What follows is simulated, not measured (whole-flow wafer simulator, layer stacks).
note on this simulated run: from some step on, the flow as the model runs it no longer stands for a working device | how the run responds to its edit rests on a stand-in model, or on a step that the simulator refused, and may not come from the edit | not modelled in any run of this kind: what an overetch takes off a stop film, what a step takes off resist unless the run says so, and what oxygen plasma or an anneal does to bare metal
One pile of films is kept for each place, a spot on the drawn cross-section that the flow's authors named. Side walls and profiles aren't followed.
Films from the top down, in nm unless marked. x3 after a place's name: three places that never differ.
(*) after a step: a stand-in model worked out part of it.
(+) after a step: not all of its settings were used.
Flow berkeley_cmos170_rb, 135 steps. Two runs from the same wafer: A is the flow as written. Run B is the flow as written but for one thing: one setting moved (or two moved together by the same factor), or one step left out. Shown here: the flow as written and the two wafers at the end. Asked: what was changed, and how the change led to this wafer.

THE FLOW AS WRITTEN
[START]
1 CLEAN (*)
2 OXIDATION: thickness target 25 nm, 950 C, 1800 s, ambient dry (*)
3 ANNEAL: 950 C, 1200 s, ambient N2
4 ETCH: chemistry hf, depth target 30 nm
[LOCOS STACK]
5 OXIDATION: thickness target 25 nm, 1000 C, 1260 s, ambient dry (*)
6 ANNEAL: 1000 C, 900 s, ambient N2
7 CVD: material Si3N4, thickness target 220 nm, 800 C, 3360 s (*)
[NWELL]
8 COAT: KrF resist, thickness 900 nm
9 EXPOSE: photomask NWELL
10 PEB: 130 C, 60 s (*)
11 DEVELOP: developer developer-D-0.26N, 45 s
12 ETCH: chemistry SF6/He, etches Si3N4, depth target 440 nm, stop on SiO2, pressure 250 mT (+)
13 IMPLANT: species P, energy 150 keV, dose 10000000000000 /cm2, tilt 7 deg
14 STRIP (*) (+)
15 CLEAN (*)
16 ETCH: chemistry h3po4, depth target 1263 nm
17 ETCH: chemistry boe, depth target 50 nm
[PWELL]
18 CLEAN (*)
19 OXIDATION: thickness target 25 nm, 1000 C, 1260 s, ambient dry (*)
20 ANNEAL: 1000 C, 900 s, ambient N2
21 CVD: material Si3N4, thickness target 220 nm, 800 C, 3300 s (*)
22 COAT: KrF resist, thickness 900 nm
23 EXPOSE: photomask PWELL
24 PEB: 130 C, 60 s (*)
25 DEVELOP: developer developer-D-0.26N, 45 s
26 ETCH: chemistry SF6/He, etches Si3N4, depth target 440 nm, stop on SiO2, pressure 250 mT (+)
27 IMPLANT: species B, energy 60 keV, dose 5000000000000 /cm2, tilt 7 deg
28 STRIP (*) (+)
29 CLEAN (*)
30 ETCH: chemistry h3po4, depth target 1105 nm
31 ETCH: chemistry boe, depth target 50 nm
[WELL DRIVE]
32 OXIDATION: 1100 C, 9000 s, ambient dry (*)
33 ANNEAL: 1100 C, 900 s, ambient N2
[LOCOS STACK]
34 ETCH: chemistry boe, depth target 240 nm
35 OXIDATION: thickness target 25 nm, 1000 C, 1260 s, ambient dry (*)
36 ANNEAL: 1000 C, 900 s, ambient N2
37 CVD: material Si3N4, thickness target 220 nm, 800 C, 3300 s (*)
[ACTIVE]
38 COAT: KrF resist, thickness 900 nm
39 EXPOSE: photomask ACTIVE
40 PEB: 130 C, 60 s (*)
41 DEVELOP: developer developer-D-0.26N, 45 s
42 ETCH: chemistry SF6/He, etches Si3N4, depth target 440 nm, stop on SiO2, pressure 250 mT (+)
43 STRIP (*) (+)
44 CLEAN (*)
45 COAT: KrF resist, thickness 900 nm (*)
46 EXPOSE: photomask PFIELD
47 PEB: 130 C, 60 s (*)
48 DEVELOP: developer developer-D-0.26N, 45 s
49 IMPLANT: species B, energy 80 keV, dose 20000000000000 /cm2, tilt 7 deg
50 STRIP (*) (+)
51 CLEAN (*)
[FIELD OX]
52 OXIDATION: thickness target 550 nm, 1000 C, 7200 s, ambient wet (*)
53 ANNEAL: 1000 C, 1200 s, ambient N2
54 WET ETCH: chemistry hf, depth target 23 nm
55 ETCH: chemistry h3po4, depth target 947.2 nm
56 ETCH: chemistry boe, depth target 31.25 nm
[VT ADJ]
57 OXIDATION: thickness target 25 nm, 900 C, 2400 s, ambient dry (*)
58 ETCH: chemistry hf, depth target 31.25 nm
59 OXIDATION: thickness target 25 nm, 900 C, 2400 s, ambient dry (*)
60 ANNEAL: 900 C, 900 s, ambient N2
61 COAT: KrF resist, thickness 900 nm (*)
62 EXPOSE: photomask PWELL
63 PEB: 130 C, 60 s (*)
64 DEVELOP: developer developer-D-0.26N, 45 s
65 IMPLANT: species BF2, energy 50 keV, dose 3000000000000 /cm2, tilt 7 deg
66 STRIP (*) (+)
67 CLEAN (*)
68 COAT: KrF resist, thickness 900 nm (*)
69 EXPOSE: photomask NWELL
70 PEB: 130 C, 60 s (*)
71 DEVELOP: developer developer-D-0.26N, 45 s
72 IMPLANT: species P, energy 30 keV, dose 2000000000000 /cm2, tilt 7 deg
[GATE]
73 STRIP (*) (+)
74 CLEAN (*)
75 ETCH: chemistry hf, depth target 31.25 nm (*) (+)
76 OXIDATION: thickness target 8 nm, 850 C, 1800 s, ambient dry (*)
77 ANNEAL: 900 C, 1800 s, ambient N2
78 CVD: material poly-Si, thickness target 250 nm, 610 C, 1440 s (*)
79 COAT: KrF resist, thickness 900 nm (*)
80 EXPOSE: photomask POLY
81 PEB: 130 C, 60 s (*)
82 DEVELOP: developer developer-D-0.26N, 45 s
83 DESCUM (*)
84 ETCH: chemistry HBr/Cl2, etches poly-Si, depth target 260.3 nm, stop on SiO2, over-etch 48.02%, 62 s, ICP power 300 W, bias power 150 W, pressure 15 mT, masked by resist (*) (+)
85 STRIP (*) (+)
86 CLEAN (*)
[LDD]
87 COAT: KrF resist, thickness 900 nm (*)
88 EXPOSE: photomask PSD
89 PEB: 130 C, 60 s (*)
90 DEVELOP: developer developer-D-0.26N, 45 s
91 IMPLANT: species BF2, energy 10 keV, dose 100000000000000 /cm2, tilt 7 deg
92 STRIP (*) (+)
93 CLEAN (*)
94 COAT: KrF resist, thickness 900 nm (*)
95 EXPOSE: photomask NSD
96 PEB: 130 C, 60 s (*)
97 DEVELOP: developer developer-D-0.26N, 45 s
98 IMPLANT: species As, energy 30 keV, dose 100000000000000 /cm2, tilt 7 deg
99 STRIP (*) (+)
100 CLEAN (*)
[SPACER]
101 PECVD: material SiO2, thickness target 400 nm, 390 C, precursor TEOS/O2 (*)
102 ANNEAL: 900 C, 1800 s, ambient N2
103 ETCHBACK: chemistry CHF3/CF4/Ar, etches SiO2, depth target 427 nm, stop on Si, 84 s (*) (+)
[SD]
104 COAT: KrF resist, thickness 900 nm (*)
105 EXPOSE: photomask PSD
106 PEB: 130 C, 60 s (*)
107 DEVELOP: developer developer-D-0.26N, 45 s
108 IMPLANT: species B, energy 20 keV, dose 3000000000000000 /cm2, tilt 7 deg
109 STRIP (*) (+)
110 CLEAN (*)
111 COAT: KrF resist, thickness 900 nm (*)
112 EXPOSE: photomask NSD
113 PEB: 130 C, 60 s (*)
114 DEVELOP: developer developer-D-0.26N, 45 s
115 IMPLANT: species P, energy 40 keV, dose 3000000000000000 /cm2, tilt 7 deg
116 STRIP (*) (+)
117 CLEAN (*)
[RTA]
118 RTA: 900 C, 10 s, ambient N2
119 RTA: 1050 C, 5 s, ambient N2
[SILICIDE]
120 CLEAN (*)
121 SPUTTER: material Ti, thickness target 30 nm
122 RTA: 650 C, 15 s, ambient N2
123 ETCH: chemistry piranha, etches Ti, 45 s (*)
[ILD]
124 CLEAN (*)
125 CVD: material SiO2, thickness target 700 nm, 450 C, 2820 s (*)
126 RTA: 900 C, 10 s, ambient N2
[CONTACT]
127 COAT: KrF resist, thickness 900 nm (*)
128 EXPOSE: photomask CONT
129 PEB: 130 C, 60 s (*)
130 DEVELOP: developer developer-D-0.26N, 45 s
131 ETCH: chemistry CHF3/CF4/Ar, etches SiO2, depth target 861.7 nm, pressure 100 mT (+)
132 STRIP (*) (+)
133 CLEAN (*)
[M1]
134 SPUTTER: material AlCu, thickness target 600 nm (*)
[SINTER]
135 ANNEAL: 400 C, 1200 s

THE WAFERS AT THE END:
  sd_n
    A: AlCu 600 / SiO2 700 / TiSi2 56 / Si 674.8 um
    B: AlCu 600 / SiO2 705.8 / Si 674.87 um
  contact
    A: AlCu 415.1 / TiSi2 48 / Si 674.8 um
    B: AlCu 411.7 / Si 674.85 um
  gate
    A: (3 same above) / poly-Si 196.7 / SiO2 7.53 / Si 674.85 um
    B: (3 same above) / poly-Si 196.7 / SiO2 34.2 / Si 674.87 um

The cause: step 34, ETCH: depth target 99 nm was run, where the flow has depth target 240 nm.

How the change led to this, step by step:
  34 ETCH: chemistry boe, depth target 240 nm
      field, sd_n, spacer_n and 6 more: A SiO2 -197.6 (all of it) | B SiO2 -99
  35 OXIDATION: thickness target 25 nm, 1000 C, 1260 s, ambient dry (*)
      field, sd_n, spacer_n and 6 more: A SiO2 +26.6 (new film), Si -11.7 | B SiO2 +11.8, Si -5.18
  52 OXIDATION: thickness target 550 nm, 1000 C, 7200 s, ambient wet (*)
      gate, sd_p: A SiO2 +12.9 (new film), Si3N4 -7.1, SiO2 +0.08, Si -0.08 | B SiO2 +12.9 (new film), Si3N4 -7.1
      sd_n: A SiO2 +12.9 (new film), Si3N4 -7.1, SiO2 +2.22, Si -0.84 | B SiO2 +12.9 (new film), Si3N4 -7.1
      (and at 2 more places)
  56 ETCH: chemistry boe, depth target 31.25 nm
      spacer_n, gate, sd_p, spacer_p, gate_p, contact: A SiO2 -26.6 (all of it) | B SiO2 -31.2
      sd_n: A SiO2 -28.8 (all of it) | B SiO2 -31.2
      (and at 1 more place)
  57 OXIDATION: thickness target 25 nm, 900 C, 2400 s, ambient dry (*)
      sd_n, spacer_n, gate, sd_p, spacer_p, gate_p, contact, m1: A SiO2 +15 (new film), Si -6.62 | B SiO2 +7.2, Si -3.17
  58 ETCH: chemistry hf, depth target 31.25 nm
      sd_n, spacer_n, gate, sd_p, spacer_p, gate_p, contact, m1: A SiO2 -15 (all of it) | B SiO2 -31.2
  59 OXIDATION: thickness target 25 nm, 900 C, 2400 s, ambient dry (*)
      sd_n, spacer_n, gate, sd_p, spacer_p, gate_p, contact, m1: A SiO2 +15 (new film), Si -6.62 | B SiO2 +7.01, Si -3.09
  75 ETCH: chemistry hf, depth target 31.25 nm (*) (+)
      sd_n, spacer_n, gate, sd_p, spacer_p, gate_p, contact, m1: A SiO2 -15 (all of it) | B SiO2 -31.3
  76 OXIDATION: thickness target 8 nm, 850 C, 1800 s, ambient dry (*)
      sd_n, spacer_n, gate, sd_p, spacer_p, gate_p, contact, m1: A SiO2 +7.53 (new film), Si -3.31 | B SiO2 +3.39, Si -1.49
  103 ETCHBACK: chemistry CHF3/CF4/Ar, etches SiO2, depth target 427 nm, stop on Si, 84 s (*) (+)
      sd_n, contact, m1: A SiO2 -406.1 (all of it) | B SiO2 -427
      sd_p: A SiO2 -388.4 (all of it) | B SiO2 -412.9 (all of it)
  104 COAT: KrF resist, thickness 900 nm (*)
      sd_n: A KrF resist +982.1 (new film) | B KrF resist +1007.3 (new film)
      sd_p: A KrF resist +990.7 (new film) | B KrF resist +1019.3 (new film)
  107 DEVELOP: developer developer-D-0.26N, 45 s
      sd_p: A KrF resist -990.7 (all of it) | B KrF resist -1019.3 (all of it)
  109 STRIP (*) (+)
      sd_n: A KrF resist -967.9 (all of it) | B KrF resist -993.1 (all of it)
  111 COAT: KrF resist, thickness 900 nm (*)
      sd_n: A KrF resist +982.1 (new film) | B KrF resist +1007.3 (new film)
      sd_p: A KrF resist +990.7 (new film) | B KrF resist +1019.3 (new film)
  114 DEVELOP: developer developer-D-0.26N, 45 s
      sd_n: A KrF resist -982.1 (all of it) | B KrF resist -1007.3 (all of it)
  116 STRIP (*) (+)
      sd_p: A KrF resist -976.5 (all of it) | B KrF resist -1005.1 (all of it)
  ... 8 more steps ...
  134 SPUTTER: material AlCu, thickness target 600 nm (*)
      sd_p: A AlCu +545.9 (new film) | B AlCu +528.6 (new film)
